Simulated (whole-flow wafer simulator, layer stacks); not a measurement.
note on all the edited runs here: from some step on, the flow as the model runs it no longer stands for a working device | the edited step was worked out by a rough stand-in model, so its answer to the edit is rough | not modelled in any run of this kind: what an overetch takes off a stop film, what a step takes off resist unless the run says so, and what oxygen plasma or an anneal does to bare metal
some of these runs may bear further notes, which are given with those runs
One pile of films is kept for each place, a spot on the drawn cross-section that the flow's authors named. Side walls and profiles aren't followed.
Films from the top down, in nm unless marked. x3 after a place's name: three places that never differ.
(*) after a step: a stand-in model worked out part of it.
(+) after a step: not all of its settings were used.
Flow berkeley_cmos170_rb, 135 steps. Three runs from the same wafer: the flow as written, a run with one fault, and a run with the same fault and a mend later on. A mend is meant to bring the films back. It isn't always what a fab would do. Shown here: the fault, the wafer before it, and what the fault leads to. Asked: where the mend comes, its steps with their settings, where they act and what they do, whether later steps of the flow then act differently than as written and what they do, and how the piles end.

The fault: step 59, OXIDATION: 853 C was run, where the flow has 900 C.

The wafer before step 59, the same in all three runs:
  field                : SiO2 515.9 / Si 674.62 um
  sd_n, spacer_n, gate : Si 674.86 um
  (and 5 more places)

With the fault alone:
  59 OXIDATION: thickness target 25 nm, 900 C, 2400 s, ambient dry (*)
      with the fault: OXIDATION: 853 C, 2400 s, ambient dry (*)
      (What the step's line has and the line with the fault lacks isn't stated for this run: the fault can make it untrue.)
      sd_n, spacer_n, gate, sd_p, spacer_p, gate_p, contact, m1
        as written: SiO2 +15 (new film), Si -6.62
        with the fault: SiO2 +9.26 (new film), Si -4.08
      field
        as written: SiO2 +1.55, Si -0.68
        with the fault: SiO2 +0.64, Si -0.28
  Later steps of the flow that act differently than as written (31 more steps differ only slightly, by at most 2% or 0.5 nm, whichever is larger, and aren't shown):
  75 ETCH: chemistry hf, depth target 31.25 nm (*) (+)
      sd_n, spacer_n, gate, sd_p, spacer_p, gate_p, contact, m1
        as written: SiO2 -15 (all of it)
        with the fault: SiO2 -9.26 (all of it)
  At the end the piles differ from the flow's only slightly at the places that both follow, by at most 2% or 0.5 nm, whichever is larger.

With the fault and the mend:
  The mend comes after step 60.
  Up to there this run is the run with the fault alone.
  60a OXIDATION: 900 C, 1273 s, ambient dry (*) (the flow's step 59 once more, with other settings)
      sd_n, spacer_n, gate, sd_p, spacer_p, gate_p, contact, m1
        SiO2 +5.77, Si -2.54
      field
        SiO2 +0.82, Si -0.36
  No later step of the flow acts differently than as written, at any place that is followed, by more than 2% or 0.5 nm, whichever is larger.
  At the end the piles differ from the flow's only slightly at the places that both follow, by at most 2% or 0.5 nm, whichever is larger.
